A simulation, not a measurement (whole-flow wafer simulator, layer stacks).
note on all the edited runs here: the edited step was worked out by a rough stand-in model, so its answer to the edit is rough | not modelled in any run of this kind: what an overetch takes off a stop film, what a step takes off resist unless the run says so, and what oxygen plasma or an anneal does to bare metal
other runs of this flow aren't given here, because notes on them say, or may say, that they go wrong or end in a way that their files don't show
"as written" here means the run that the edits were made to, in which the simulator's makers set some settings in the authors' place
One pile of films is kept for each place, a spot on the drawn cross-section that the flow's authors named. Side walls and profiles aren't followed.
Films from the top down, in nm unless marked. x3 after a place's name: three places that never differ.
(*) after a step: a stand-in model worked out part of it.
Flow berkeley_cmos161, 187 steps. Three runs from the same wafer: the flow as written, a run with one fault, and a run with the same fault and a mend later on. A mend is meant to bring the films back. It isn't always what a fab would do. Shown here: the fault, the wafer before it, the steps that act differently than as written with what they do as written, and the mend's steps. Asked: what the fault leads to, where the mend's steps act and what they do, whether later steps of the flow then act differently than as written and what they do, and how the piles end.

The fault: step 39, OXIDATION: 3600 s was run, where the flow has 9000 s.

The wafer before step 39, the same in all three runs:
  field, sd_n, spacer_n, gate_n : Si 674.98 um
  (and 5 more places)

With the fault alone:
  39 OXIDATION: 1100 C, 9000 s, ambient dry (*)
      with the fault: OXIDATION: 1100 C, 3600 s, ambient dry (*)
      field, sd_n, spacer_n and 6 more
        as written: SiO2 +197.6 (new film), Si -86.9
        with the fault: SiO2 +112.4 (new film), Si -49.5
  Later steps of the flow that act differently than as written:
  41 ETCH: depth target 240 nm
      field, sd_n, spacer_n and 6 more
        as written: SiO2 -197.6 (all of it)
        with the fault: SiO2 -112.4 (all of it)
  At the end the piles differ from the flow's only slightly at the places that both follow, by at most 2% or 0.5 nm, whichever is larger.

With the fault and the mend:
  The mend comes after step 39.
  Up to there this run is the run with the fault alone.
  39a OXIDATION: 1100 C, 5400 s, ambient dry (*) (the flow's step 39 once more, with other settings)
      field, sd_n, spacer_n and 6 more
        SiO2 +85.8, Si -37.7
  No later step of the flow acts differently than as written, at any place that is followed, by more than 2% or 0.5 nm, whichever is larger.
  At the end the piles differ from the flow's only slightly at the places that both follow, by at most 2% or 0.5 nm, whichever is larger.
